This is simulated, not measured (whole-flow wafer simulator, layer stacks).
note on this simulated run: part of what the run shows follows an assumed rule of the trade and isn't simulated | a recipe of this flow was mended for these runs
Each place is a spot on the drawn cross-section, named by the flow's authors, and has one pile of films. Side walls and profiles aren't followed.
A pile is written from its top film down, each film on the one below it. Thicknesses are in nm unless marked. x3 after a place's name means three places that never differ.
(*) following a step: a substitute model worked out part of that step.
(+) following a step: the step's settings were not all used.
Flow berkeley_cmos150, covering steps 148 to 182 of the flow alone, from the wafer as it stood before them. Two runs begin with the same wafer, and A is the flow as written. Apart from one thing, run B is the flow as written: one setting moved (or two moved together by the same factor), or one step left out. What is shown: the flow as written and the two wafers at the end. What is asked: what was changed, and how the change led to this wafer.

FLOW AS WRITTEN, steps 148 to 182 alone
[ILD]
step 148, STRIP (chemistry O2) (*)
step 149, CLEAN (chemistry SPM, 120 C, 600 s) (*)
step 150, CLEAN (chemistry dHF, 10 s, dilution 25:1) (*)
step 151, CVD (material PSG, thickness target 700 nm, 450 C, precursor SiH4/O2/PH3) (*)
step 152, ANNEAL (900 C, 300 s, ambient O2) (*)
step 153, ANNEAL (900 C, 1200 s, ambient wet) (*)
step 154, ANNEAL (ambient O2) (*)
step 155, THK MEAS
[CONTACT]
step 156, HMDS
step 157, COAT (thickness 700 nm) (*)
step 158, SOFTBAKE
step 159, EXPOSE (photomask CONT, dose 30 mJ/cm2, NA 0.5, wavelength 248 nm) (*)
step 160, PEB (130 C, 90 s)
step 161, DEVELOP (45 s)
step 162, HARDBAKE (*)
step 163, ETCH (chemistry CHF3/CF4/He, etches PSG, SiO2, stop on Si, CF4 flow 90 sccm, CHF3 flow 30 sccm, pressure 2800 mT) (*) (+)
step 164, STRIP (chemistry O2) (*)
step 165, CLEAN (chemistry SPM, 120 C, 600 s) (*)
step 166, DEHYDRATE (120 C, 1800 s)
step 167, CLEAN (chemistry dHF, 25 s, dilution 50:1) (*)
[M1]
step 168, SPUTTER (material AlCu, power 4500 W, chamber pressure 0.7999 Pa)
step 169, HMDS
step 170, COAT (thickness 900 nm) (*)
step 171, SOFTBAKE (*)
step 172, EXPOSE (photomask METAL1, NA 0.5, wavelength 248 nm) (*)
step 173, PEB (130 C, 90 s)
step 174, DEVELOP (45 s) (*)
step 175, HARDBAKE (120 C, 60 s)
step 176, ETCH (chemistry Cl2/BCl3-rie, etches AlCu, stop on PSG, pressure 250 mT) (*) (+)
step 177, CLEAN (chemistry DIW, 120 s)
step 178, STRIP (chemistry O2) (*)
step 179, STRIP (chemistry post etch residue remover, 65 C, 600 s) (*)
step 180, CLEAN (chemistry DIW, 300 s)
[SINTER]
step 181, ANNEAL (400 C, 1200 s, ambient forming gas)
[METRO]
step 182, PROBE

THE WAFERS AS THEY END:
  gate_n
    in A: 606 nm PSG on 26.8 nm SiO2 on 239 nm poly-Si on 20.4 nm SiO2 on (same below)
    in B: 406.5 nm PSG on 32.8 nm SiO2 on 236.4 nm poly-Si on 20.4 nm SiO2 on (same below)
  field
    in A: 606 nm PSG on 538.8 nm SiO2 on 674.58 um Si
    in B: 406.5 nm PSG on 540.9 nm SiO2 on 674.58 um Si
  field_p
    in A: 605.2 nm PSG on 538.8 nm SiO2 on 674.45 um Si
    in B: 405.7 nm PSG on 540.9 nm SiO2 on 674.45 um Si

The reason: step 151, CVD: thickness target 490 nm was run, though the flow has thickness target 700 nm.

How this came from the change, step by step:
  step 151, CVD (material PSG, thickness target 700 nm, 450 C, precursor SiH4/O2/PH3) (*)
      field, field_p, sd_n, gate_n, gate_p, contact, m1: A +700 PSG (new film) | B +490 PSG (new film)
      sd_p: A +639.5 PSG (new film) | B +451.9 PSG (new film)
  step 153, ANNEAL (900 C, 1200 s, ambient wet) (*)
      sd_n, contact, m1: A -35 PSG, +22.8 SiO2, -10 Si | B -24.5 PSG, +27 SiO2, -11.9 Si
      field, field_p: A -35 PSG, +16.3 SiO2, -7.15 Si | B -24.5 PSG, +18.3 SiO2, -8.06 Si
      (and at 3 other places as well)
  step 157, COAT (thickness 700 nm) (*)
      sd_p: A +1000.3 KrF-resist (new film) | B +966 KrF-resist (new film)
  step 163, ETCH (chemistry CHF3/CF4/He, etches PSG, SiO2, stop on Si, CF4 flow 90 sccm, CHF3 flow 30 sccm, pressure 2800 mT) (*) (+)
      field, field_p, sd_n, gate_n, sd_p, gate_p, m1: A -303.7 KrF-resist | B -233.9 KrF-resist
      contact: A -665 PSG (all of it), -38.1 SiO2 (all of it), -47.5 Si | B -465.5 PSG (all of it), -42.3 SiO2 (all of it), -47.5 Si
  step 164, STRIP (chemistry O2) (*)
      field: A -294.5 KrF-resist (all of it) | B -361.7 KrF-resist (all of it)
      field_p: A -397.1 KrF-resist (all of it) | B -461.6 KrF-resist (all of it)
      (and at 5 other places as well)
  step 168, SPUTTER (material AlCu, power 4500 W, chamber pressure 0.7999 Pa)
      sd_p: A +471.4 AlCu (new film) | B +483.6 AlCu (new film)
      contact: A +443.6 AlCu (new film) | B +493.3 AlCu (new film)
  step 170, COAT (thickness 900 nm) (*)
      sd_p: A +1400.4 thick-KrF-resist (new film) | B +1369.2 thick-KrF-resist (new film)
      contact: A +1720.1 thick-KrF-resist (new film) | B +1535.1 thick-KrF-resist (new film)
      (and at 1 other place as well)
  step 173, PEB (130 C, 90 s)
      contact: A -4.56 thick-KrF-resist | B -3.98 thick-KrF-resist
  step 174, DEVELOP (45 s) (*)
      sd_p: A -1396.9 thick-KrF-resist (all of it), -10 AlCu | B -1365.8 thick-KrF-resist (all of it), -10 AlCu
  step 175, HARDBAKE (120 C, 60 s)
      contact: A -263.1 thick-KrF-resist | B -234.8 thick-KrF-resist
      m1: A -148.2 thick-KrF-resist | B -151.4 thick-KrF-resist
  step 176, ETCH (chemistry Cl2/BCl3-rie, etches AlCu, stop on PSG, pressure 250 mT) (*) (+)
      sd_p: A -461.4 AlCu (all of it), -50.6 PSG | B -473.6 AlCu (all of it), -49.1 PSG
  step 178, STRIP (chemistry O2) (*)
      contact: A -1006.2 thick-KrF-resist (all of it) | B -850 thick-KrF-resist (all of it)
      m1: A -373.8 thick-KrF-resist (all of it) | B -391.5 thick-KrF-resist (all of it)
